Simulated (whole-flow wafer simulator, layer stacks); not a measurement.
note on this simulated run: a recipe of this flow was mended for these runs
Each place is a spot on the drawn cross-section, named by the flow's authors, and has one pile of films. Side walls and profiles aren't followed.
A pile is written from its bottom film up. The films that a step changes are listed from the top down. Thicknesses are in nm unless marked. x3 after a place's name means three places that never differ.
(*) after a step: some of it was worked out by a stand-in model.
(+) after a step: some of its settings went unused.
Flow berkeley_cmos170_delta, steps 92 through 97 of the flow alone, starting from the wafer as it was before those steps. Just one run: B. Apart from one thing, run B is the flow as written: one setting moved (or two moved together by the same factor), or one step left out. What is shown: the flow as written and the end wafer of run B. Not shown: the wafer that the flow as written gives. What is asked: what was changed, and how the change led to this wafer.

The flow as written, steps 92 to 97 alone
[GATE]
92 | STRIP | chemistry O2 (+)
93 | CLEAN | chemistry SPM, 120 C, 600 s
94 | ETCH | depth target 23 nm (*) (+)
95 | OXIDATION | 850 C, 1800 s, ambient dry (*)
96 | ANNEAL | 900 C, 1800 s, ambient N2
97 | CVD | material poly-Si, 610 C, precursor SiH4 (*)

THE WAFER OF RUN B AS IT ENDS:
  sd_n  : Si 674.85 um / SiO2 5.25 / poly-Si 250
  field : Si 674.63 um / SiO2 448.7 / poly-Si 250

The reason: step 95, OXIDATION: 815 C was run, though the flow has 850 C.

The path from the change to this, step by step:
  95 | OXIDATION | 850 C, 1800 s, ambient dry (*)
      sd_n, spacer_n, gate, sd_p, spacer_p x2, contact, m1: SiO2 gains 5.25 (new film), Si loses 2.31 (in the flow as written it would be: SiO2 gains 7.48 (new film), Si loses 3.29)
